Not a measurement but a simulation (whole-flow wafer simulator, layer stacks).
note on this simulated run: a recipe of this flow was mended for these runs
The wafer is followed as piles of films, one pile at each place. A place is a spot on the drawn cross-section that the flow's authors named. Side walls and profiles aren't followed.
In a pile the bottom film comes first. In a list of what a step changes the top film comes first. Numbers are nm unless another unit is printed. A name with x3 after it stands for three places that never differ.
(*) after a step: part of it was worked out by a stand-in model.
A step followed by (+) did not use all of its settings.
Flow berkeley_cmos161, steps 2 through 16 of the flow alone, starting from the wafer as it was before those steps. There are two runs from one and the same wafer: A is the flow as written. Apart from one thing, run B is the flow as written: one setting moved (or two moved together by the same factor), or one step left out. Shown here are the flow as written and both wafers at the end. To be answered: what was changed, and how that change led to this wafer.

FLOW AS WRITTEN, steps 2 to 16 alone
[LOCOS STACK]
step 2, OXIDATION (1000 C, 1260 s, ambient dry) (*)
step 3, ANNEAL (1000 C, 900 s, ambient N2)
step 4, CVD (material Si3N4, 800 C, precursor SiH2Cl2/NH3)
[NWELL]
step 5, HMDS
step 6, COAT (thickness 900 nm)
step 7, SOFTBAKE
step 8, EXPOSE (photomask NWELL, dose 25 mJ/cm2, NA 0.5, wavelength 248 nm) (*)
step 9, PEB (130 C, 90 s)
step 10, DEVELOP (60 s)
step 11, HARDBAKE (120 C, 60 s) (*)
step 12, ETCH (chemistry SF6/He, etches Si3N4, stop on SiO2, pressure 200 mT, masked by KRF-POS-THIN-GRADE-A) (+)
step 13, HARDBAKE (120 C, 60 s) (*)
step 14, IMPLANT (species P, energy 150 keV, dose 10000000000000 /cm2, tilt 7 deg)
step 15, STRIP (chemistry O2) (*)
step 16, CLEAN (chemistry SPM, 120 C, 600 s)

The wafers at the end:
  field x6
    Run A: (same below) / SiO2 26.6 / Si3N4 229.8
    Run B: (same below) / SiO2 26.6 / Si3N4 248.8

What caused this: step 4, CVD: 808 C was run, while the flow as written has 800 C.

Step by step, how the change led to this:
  step 4, CVD (material Si3N4, 800 C, precursor SiH2Cl2/NH3)
      field x6, sd_p x3: A +229.8 Si3N4 (new film) | B +248.8 Si3N4 (new film)
  step 12, ETCH (chemistry SF6/He, etches Si3N4, stop on SiO2, pressure 200 mT, masked by KRF-POS-THIN-GRADE-A) (+)
      field x6: A -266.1 KrF-resist | B -286.7 KrF-resist
      sd_p x3: A -229.8 Si3N4 (all of it), -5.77 SiO2 | B -248.8 Si3N4 (all of it), -5.77 SiO2
  step 15, STRIP (chemistry O2) (*)
      field x6: A -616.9 KrF-resist (all of it) | B -596.2 KrF-resist (all of it)
